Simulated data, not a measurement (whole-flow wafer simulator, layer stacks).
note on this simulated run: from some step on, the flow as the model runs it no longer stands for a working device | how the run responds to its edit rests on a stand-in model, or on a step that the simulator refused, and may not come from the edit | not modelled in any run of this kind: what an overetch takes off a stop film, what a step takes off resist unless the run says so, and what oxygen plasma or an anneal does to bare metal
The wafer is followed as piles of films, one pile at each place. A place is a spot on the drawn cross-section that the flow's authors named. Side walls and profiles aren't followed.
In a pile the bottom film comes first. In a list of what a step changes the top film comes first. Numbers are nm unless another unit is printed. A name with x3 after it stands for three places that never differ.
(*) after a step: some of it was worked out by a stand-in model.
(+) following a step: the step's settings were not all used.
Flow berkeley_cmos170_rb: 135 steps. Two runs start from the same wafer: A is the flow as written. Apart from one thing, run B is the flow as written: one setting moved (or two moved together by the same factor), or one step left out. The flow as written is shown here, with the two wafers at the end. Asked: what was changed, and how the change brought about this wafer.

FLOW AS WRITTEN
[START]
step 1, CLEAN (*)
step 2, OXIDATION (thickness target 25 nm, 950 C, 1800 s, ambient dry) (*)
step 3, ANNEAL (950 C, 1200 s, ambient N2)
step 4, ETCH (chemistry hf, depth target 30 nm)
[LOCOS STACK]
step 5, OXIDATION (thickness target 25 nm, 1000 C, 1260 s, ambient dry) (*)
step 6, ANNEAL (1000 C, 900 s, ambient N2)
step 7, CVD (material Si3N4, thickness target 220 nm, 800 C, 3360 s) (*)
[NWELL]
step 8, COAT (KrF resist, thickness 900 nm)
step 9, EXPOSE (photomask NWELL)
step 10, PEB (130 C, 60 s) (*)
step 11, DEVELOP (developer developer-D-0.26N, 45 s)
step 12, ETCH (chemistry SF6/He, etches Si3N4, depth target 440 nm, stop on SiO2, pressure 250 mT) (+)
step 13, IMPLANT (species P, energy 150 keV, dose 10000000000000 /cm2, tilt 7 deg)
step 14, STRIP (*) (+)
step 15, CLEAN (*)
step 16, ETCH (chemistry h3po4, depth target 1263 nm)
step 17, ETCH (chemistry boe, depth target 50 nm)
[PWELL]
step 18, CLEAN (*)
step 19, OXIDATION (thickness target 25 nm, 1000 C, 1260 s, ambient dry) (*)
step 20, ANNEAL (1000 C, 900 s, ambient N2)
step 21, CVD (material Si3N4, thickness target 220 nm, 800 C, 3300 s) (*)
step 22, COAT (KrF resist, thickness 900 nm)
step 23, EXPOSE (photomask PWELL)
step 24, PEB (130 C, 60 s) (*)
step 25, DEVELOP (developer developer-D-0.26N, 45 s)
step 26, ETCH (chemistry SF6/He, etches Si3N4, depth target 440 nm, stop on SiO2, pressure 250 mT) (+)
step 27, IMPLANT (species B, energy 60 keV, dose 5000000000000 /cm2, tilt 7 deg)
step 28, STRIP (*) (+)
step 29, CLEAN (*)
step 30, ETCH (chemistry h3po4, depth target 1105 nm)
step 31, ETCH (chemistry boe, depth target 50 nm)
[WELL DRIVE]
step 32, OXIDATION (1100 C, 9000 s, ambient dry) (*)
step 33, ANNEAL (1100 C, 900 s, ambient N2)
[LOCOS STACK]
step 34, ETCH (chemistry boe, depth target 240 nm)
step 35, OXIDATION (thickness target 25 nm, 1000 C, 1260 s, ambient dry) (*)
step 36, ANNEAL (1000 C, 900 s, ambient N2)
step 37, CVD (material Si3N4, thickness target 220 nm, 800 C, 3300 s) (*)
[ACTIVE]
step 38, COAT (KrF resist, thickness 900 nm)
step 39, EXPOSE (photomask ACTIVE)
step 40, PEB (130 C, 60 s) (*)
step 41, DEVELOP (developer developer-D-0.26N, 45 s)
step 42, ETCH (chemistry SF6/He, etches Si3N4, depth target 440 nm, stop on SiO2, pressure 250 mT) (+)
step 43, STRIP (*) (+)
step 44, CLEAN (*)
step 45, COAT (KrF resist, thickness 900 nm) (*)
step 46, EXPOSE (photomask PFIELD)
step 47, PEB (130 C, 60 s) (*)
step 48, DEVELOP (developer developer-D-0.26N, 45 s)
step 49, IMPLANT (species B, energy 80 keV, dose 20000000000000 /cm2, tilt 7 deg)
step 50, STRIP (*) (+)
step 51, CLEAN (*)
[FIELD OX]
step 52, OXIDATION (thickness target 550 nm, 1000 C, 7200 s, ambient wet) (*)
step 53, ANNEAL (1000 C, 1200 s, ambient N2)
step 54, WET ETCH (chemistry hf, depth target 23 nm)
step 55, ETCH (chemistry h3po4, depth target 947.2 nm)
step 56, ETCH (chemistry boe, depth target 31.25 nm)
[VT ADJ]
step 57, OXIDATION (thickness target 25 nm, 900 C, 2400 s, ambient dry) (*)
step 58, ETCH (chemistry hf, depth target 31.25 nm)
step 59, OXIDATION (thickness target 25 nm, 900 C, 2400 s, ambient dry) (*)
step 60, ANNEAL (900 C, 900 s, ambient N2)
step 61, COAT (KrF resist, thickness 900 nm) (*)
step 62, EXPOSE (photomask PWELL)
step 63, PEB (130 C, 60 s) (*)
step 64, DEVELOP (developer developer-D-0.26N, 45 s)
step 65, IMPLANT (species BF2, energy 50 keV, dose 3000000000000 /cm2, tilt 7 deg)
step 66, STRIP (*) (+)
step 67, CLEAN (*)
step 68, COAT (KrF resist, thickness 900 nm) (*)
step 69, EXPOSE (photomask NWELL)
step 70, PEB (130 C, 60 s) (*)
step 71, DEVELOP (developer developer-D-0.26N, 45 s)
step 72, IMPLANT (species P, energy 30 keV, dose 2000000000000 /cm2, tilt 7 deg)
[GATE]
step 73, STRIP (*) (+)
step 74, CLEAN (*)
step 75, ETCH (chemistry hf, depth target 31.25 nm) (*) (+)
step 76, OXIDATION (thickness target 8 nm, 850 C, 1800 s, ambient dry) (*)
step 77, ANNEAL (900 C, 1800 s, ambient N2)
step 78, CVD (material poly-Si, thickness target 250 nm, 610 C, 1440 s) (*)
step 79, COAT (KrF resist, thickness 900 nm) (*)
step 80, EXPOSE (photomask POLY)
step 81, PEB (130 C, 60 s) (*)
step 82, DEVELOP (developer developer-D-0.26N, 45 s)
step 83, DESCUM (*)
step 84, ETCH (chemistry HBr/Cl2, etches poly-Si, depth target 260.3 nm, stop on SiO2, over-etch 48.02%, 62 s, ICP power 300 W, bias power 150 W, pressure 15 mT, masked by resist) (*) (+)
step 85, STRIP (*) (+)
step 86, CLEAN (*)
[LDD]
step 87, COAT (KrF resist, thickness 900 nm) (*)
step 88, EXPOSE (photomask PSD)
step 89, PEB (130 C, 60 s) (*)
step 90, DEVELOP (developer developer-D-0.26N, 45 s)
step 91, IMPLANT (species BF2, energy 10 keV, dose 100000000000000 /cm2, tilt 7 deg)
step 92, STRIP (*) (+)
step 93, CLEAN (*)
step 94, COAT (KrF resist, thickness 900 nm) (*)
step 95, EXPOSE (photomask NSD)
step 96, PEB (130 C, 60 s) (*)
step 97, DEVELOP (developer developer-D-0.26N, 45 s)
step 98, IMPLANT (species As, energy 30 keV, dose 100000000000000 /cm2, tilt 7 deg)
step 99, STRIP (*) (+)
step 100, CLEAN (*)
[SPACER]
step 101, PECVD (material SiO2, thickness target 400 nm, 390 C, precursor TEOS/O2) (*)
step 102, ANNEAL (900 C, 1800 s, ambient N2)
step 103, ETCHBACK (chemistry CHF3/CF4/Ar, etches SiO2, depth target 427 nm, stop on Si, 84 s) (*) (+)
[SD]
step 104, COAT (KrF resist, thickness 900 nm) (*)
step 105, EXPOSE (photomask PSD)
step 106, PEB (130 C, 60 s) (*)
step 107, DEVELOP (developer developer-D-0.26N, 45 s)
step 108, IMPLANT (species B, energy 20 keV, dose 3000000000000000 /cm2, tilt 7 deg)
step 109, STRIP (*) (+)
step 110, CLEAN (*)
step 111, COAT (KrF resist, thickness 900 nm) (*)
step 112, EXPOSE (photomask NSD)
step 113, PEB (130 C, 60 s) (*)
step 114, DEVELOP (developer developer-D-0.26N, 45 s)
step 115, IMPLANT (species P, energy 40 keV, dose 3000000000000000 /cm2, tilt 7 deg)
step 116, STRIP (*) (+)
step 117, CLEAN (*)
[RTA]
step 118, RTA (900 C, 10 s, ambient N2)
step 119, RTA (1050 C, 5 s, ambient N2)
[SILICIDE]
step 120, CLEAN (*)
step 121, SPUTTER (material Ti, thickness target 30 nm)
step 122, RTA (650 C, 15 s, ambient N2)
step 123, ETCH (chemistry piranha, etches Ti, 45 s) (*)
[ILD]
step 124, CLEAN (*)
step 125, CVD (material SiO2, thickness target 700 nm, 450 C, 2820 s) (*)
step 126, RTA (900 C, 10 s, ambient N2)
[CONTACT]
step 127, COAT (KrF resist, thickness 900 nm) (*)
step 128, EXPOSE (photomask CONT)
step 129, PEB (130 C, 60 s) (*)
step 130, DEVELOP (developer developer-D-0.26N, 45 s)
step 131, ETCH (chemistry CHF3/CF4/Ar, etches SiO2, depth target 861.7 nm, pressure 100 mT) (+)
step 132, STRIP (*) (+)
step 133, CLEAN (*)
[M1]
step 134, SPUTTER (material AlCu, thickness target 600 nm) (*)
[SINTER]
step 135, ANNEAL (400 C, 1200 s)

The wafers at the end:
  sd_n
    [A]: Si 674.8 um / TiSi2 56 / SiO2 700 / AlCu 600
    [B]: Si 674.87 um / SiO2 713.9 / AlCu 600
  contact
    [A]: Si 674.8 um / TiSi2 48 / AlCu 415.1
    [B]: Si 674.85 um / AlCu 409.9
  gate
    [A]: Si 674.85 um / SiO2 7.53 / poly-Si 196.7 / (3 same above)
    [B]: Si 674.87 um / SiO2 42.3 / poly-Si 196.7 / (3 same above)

What caused this: step 34, ETCH: depth target 90 nm was run, whereas the flow has depth target 240 nm.

How this came from the change, step by step:
  step 34, ETCH (chemistry boe, depth target 240 nm)
      field, sd_n, spacer_n and 6 more: A -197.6 SiO2 (all of it) | B -90 SiO2
  step 35, OXIDATION (thickness target 25 nm, 1000 C, 1260 s, ambient dry) (*)
      field, sd_n, spacer_n and 6 more: A +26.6 SiO2 (new film), -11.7 Si | B +11.4 SiO2, -5.04 Si
  step 52, OXIDATION (thickness target 550 nm, 1000 C, 7200 s, ambient wet) (*)
      gate, sd_p: A +12.9 SiO2 (new film), -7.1 Si3N4, +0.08 SiO2, -0.08 Si | B +12.9 SiO2 (new film), -7.1 Si3N4
      sd_n: A +12.9 SiO2 (new film), -7.1 Si3N4, +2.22 SiO2, -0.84 Si | B +12.9 SiO2 (new film), -7.1 Si3N4
      (and at 2 other places as well)
  step 56, ETCH (chemistry boe, depth target 31.25 nm)
      spacer_n, gate, sd_p, spacer_p, gate_p, contact: A -26.6 SiO2 (all of it) | B -31.2 SiO2
      sd_n: A -28.8 SiO2 (all of it) | B -31.2 SiO2
      (and at 1 other place as well)
  step 57, OXIDATION (thickness target 25 nm, 900 C, 2400 s, ambient dry) (*)
      sd_n, spacer_n, gate, sd_p, spacer_p, gate_p, contact, m1: A +15 SiO2 (new film), -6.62 Si | B +7 SiO2, -3.08 Si
  step 58, ETCH (chemistry hf, depth target 31.25 nm)
      sd_n, spacer_n, gate, sd_p, spacer_p, gate_p, contact, m1: A -15 SiO2 (all of it) | B -31.3 SiO2
  step 59, OXIDATION (thickness target 25 nm, 900 C, 2400 s, ambient dry) (*)
      sd_n, spacer_n, gate, sd_p, spacer_p, gate_p, contact, m1: A +15 SiO2 (new film), -6.62 Si | B +6.82 SiO2, -3 Si
  step 75, ETCH (chemistry hf, depth target 31.25 nm) (*) (+)
      sd_n, spacer_n, gate, sd_p, spacer_p, gate_p, contact, m1: A -15 SiO2 (all of it) | B -31.2 SiO2
  step 76, OXIDATION (thickness target 8 nm, 850 C, 1800 s, ambient dry) (*)
      sd_n, spacer_n, gate, sd_p, spacer_p, gate_p, contact, m1: A +7.53 SiO2 (new film), -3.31 Si | B +3.22 SiO2, -1.42 Si
  step 103, ETCHBACK (chemistry CHF3/CF4/Ar, etches SiO2, depth target 427 nm, stop on Si, 84 s) (*) (+)
      sd_n, contact, m1: A -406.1 SiO2 (all of it) | B -427 SiO2
      sd_p: A -388.4 SiO2 (all of it) | B -421 SiO2 (all of it)
  step 104, COAT (KrF resist, thickness 900 nm) (*)
      sd_n: A +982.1 KrF resist (new film) | B +1005.3 KrF resist (new film)
      sd_p: A +990.7 KrF resist (new film) | B +1023.7 KrF resist (new film)
  step 107, DEVELOP (developer developer-D-0.26N, 45 s)
      sd_p: A -990.7 KrF resist (all of it) | B -1023.7 KrF resist (all of it)
  step 109, STRIP (*) (+)
      sd_n: A -967.9 KrF resist (all of it) | B -991.1 KrF resist (all of it)
  step 111, COAT (KrF resist, thickness 900 nm) (*)
      sd_n: A +982.1 KrF resist (new film) | B +1005.3 KrF resist (new film)
      sd_p: A +990.7 KrF resist (new film) | B +1023.7 KrF resist (new film)
  step 114, DEVELOP (developer developer-D-0.26N, 45 s)
      sd_n: A -982.1 KrF resist (all of it) | B -1005.3 KrF resist (all of it)
  step 116, STRIP (*) (+)
      sd_p: A -976.5 KrF resist (all of it) | B -1009.5 KrF resist (all of it)
  ... 8 other steps ...
  step 134, SPUTTER (material AlCu, thickness target 600 nm) (*)
      sd_p: A +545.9 AlCu (new film) | B +524.7 AlCu (new film)
